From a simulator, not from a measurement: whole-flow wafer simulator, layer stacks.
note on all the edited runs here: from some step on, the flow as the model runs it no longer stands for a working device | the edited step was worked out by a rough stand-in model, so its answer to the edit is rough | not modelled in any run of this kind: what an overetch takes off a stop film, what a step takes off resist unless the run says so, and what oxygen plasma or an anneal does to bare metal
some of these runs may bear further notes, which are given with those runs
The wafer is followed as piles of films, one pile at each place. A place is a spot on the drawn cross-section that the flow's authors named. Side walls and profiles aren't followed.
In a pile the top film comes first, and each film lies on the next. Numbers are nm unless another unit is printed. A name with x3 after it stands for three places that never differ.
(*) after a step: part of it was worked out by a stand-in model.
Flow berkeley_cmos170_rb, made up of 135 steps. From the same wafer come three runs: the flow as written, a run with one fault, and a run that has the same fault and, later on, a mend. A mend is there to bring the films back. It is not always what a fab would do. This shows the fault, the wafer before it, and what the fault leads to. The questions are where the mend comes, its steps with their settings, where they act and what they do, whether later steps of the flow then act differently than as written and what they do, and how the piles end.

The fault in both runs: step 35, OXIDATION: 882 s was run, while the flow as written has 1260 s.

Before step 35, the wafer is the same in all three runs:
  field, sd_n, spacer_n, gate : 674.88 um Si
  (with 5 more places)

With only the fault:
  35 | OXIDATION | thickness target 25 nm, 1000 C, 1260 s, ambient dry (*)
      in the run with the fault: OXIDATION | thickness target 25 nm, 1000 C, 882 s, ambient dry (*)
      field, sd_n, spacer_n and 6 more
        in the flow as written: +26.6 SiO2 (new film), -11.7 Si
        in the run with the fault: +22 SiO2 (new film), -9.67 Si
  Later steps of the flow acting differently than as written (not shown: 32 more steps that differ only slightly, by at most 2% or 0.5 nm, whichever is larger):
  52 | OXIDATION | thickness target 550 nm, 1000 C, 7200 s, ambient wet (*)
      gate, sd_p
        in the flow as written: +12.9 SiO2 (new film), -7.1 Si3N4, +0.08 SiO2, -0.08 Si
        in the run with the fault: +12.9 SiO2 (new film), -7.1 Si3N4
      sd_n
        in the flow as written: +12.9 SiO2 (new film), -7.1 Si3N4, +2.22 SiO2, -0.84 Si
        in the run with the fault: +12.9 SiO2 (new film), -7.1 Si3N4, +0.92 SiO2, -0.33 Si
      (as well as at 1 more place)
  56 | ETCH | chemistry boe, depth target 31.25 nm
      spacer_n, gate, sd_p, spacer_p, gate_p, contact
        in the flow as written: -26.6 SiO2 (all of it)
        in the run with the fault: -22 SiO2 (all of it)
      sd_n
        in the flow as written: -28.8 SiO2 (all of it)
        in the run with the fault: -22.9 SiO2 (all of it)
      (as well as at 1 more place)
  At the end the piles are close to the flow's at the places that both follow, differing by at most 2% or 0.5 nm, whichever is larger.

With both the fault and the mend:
  The mend follows step 35.
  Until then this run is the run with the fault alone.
  35a | OXIDATION | thickness target 25 nm, 1000 C, 378 s, ambient dry (*) (the flow's step 35 again, with other settings)
      field, sd_n, spacer_n and 6 more
        +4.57 SiO2, -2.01 Si
  None of the later steps of the flow acts differently than as written at any place that is followed.
  The piles end the same as the flow's at every place that both follow.
